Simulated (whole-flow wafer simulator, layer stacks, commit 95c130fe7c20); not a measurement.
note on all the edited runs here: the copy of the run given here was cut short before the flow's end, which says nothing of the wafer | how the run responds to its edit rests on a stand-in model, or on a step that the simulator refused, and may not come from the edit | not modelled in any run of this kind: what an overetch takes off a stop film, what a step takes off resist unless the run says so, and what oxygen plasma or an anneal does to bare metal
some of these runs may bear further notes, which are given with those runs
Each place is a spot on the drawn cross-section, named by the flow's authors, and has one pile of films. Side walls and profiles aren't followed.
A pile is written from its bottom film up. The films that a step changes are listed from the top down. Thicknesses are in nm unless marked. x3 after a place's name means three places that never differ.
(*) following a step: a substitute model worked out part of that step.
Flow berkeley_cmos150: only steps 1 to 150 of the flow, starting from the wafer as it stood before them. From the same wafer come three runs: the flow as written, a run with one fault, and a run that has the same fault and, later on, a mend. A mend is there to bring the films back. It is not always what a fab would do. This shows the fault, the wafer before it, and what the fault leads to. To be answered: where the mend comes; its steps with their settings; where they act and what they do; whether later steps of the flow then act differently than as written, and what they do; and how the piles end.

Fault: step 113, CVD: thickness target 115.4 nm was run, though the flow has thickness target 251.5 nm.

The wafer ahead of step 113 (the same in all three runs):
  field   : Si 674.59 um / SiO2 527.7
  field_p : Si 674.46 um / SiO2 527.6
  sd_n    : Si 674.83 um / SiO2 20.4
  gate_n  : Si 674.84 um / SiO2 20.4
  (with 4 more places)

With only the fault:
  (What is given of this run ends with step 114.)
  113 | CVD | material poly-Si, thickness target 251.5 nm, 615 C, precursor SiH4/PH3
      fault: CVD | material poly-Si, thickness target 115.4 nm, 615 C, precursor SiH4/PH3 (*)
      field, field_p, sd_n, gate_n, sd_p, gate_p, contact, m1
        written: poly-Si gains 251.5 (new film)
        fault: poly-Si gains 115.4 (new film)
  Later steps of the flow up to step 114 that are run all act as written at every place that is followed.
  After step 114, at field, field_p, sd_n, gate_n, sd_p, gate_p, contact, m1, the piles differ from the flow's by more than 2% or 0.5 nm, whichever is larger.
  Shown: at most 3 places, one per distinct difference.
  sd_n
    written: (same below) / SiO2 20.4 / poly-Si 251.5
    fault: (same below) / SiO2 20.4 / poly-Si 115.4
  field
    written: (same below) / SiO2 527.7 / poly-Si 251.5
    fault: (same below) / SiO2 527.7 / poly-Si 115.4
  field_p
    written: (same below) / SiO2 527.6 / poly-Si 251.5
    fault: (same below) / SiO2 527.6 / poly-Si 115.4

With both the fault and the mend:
  The mend stands after step 113.
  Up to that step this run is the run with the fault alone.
  113a | CVD | material poly-Si, thickness target 136.1 nm, 615 C, precursor SiH4/PH3 (*) (the flow's step 113, run once more with other settings)
      field, field_p, sd_n, gate_n, sd_p, gate_p, contact, m1
        poly-Si gains 136.1
  Later steps of the flow that are run all act as written at every place that is followed, up to a difference of at most 2% or 0.5 nm, whichever is larger.
  At the end the piles are close to the flow's at the places that both follow, differing by at most 2% or 0.5 nm, whichever is larger.
